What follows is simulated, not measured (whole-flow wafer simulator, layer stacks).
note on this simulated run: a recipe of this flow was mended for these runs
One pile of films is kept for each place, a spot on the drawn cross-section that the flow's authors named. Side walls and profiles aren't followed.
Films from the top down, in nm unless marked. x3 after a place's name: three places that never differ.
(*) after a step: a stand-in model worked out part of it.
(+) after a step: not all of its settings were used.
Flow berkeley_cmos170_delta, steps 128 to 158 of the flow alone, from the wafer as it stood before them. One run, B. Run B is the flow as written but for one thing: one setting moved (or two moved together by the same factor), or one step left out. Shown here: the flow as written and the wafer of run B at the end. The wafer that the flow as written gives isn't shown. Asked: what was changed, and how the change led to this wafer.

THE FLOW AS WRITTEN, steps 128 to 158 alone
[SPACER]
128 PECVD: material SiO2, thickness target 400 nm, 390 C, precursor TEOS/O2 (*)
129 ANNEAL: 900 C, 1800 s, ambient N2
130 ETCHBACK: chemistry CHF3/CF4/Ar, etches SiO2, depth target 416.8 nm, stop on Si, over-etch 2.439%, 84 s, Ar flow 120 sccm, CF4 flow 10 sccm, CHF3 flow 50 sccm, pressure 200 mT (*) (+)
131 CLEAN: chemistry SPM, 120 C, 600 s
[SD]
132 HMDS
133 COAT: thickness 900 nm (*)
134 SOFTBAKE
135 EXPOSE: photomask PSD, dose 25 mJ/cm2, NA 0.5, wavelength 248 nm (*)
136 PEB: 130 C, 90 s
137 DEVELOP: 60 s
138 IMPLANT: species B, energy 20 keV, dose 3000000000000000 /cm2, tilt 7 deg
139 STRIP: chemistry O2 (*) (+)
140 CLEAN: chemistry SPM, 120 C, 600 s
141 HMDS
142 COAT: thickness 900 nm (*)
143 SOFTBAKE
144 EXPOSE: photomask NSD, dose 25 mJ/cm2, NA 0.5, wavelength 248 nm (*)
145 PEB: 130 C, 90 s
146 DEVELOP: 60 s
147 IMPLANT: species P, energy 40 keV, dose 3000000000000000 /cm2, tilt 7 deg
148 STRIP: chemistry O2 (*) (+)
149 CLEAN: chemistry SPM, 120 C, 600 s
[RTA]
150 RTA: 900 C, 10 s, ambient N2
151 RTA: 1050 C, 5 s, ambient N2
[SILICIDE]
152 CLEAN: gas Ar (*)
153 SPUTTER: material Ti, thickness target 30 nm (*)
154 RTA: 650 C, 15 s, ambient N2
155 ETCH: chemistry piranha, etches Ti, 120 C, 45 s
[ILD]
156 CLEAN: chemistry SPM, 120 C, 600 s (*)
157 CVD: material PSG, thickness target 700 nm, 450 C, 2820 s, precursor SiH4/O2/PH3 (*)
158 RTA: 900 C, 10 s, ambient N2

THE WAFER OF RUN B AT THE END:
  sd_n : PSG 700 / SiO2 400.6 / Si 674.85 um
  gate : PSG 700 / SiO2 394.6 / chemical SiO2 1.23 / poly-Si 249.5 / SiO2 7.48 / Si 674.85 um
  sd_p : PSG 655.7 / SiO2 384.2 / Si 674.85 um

The cause: step 130, ETCHBACK: chemistry CHF3/CF4/Ar, etches SiO2, depth target 416.8 nm, stop on Si, over-etch 2.439%, 84 s, Ar flow 120 sccm, CF4 flow 10 sccm, CHF3 flow 50 sccm, pressure 200 mT (*) (+), was left out.

How the change led to this, step by step:
  131 CLEAN: chemistry SPM, 120 C, 600 s
      sd_n, sd_p, contact, m1: nothing (as written it would be: chemical SiO2 +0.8 (new film), Si -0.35)
      gate, gate_p: nothing (as written it would be: chemical SiO2 +0.8 (new film), poly-Si -0.35)
  133 COAT: thickness 900 nm (*)
      spacer_n: KrF-resist +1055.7 (new film) (as written it would be: KrF-resist +801.4 (new film))
      sd_p: KrF-resist +1043.3 (new film) (as written it would be: KrF-resist +1017.3 (new film))
      (and at 2 more places)
  136 PEB: 130 C, 90 s
      spacer_n: KrF-resist -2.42 (as written it would be: KrF-resist -1.74)
      spacer_p: KrF-resist -2.41 (as written it would be: KrF-resist -1.72)
  137 DEVELOP: 60 s
      sd_p: KrF-resist -1041 (all of it) (as written it would be: KrF-resist -1014.9 (all of it))
      spacer_p: KrF-resist -1049.1 (all of it) (as written it would be: KrF-resist -792.3 (all of it))
      (and at 1 more place)
  139 STRIP: chemistry O2 (*) (+)
      spacer_n: KrF-resist -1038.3 (all of it) (as written it would be: KrF-resist -784.8 (all of it))
  142 COAT: thickness 900 nm (*)
      spacer_n: KrF-resist +1055.7 (new film) (as written it would be: KrF-resist +801.5 (new film))
      sd_p: KrF-resist +1043.3 (new film) (as written it would be: KrF-resist +1017.2 (new film))
      (and at 2 more places)
  145 PEB: 130 C, 90 s
      spacer_n: KrF-resist -2.42 (as written it would be: KrF-resist -1.74)
      spacer_p: KrF-resist -2.41 (as written it would be: KrF-resist -1.73)
  146 DEVELOP: 60 s
      spacer_n: KrF-resist -1053.3 (all of it) (as written it would be: KrF-resist -799.8 (all of it))
  148 STRIP: chemistry O2 (*) (+)
      sd_p: KrF-resist -1026 (all of it) (as written it would be: KrF-resist -999.9 (all of it), chemical SiO2 +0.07)
      gate_p: KrF-resist -772.9 (all of it) (as written it would be: KrF-resist -756.6 (all of it), chemical SiO2 +0.07)
      (and at 1 more place)
  152 CLEAN: gas Ar (*)
      sd_n, sd_p, contact, m1: SiO2 -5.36 (as written it would be: chemical SiO2 -1.24 (all of it))
      gate, gate_p: SiO2 -5.36 (as written it would be: chemical SiO2 -1.24 (all of it), poly-Si -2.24)
  153 SPUTTER: material Ti, thickness target 30 nm (*)
      spacer_n, spacer_p: Ti +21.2 (new film) (as written it would be: Ti +30 (new film))
  154 RTA: 650 C, 15 s, ambient N2
      sd_n, contact, m1: nothing (as written it would be: Ti -23.4, TiSi first +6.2 (new film), TiSi2 C49 +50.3 (new film), Si -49)
      gate, gate_p: nothing (as written it would be: Ti -23.4, TiSi first +6.2 (new film), TiSi2 C49 +50.3 (new film), poly-Si -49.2)
      (and at 1 more place)
  155 ETCH: chemistry piranha, etches Ti, 120 C, 45 s
      sd_n, gate, gate_p, contact, m1: Ti -30 (all of it) (as written it would be: Ti -6.6 (all of it), TiSi first -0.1)
      sd_p: Ti -27.6 (all of it) (as written it would be: Ti -6.05 (all of it), TiSi first -0.1)
      (and at 2 more places)
  157 CVD: material PSG, thickness target 700 nm, 450 C, 2820 s, precursor SiH4/O2/PH3 (*)
      spacer_n, spacer_p: PSG +655.7 (new film) (as written it would be: PSG +700 (new film))
  158 RTA: 900 C, 10 s, ambient N2
      sd_n, contact, m1: nothing (as written it would be: under 1 film: TiSi2 +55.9 (new film), TiSi first -6.09 (all of it), TiSi2 C49 -50.3 (all of it), Si -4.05)
      gate, gate_p: nothing (as written it would be: under 1 film: TiSi2 +55.9 (new film), TiSi first -6.09 (all of it), TiSi2 C49 -50.3 (all of it), poly-Si -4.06)
      (and at 1 more place)
